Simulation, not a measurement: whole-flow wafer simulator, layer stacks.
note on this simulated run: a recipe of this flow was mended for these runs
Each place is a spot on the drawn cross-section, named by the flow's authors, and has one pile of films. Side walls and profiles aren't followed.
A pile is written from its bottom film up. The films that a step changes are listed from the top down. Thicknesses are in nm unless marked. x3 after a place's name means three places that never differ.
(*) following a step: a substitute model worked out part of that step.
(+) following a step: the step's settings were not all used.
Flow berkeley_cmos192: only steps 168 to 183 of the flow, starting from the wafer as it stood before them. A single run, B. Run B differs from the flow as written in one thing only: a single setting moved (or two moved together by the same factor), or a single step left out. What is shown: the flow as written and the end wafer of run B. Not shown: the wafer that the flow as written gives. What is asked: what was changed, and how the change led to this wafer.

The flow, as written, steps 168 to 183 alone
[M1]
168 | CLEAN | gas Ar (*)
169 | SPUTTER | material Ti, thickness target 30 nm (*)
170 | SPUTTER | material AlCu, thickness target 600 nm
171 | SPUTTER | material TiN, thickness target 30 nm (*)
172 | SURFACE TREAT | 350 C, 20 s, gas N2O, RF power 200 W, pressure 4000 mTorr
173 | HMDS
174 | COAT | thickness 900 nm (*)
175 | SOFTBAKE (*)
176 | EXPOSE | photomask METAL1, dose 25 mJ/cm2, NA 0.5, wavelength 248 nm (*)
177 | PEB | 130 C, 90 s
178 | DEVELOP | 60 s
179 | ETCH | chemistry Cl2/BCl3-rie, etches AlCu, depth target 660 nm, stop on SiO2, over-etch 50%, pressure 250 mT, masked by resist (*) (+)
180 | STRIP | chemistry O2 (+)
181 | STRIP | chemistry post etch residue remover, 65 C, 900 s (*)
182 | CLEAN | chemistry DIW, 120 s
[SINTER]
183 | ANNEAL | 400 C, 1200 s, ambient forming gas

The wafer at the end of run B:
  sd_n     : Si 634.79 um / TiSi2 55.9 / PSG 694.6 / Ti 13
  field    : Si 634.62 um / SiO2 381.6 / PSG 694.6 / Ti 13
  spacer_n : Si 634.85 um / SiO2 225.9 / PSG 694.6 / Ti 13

The reason: step 170, SPUTTER: thickness target 943 nm was run, while the flow as written has thickness target 600 nm.

The path from the change to this, step by step:
  170 | SPUTTER | material AlCu, thickness target 600 nm
      field, sd_n, spacer_n, gate, spacer_p, gate_p, m1: +943 AlCu (new film) (as written it would have been: +600 AlCu (new film))
      sd_p: +893.6 AlCu (new film) (as written it would have been: +557.4 AlCu (new film))
      (also at 1 further place)
  171 | SPUTTER | material TiN, thickness target 30 nm (*)
      contact: +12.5 TiN (new film) (as written it would have been: +16 TiN (new film))
  174 | COAT | thickness 900 nm (*)
      contact: +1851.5 KrF-resist (new film) (as written it would have been: +1717.4 KrF-resist (new film))
  179 | ETCH | chemistry Cl2/BCl3-rie, etches AlCu, depth target 660 nm, stop on SiO2, over-etch 50%, pressure 250 mT, masked by resist (*) (+)
      field, sd_n, spacer_n, gate, spacer_p, gate_p: -30 TiN (all of it), -943 AlCu (all of it), -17 Ti (as written it would have been: -30 TiN (all of it), -600 AlCu (all of it), -30 Ti (all of it), -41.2 PSG)
      sd_p: -26.1 TiN (all of it), -893.6 AlCu (all of it), -26.8 Ti (all of it), -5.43 PSG (as written it would have been: -26.2 TiN (all of it), -557.4 AlCu (all of it), -26.8 Ti (all of it), -47.4 PSG)
  180 | STRIP | chemistry O2 (+)
      contact: -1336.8 KrF-resist (all of it) (as written it would have been: -1203.2 KrF-resist (all of it))
Taking metal films that touch as one body, sd_n has 1 body; the flow as written gives 0 bodies.
Taking metal films that touch as one body, field has 1 body; the flow as written gives 0 bodies.
Taking metal films that touch as one body, spacer_n has 1 body; the flow as written gives 0 bodies.
